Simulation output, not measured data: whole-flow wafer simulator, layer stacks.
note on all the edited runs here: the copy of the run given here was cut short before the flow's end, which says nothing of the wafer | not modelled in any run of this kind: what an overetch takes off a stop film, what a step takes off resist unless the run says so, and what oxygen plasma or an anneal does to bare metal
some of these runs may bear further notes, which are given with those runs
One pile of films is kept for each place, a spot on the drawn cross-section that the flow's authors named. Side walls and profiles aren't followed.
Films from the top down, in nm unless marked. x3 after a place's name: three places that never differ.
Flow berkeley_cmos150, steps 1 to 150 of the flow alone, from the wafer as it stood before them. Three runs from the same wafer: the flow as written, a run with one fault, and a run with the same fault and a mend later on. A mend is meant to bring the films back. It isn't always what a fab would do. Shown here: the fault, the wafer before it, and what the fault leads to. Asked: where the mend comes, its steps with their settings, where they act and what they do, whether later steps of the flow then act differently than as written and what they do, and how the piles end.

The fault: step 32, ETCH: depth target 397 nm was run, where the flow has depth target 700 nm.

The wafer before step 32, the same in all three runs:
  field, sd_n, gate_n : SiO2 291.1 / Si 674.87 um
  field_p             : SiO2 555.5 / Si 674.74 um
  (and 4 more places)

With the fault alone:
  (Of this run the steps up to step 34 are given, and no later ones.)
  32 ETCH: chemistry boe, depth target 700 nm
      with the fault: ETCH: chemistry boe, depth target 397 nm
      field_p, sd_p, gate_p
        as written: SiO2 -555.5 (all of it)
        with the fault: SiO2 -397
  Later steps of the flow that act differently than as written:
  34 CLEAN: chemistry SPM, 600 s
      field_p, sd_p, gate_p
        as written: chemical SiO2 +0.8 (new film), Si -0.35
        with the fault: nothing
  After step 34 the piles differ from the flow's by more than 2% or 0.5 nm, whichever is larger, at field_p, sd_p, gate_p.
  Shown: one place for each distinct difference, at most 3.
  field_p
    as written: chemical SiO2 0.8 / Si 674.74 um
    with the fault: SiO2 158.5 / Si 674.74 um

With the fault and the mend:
  The mend comes after step 33.
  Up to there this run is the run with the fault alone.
  33a ETCH: chemistry boe, depth target 303 nm (the flow's step 32 once more, with other settings)
      field_p, sd_p, gate_p
        SiO2 -158.5 (all of it)
  No later step of the flow acts differently than as written at any place that is followed.
  At the end the piles are the same as the flow's at every place that both follow.
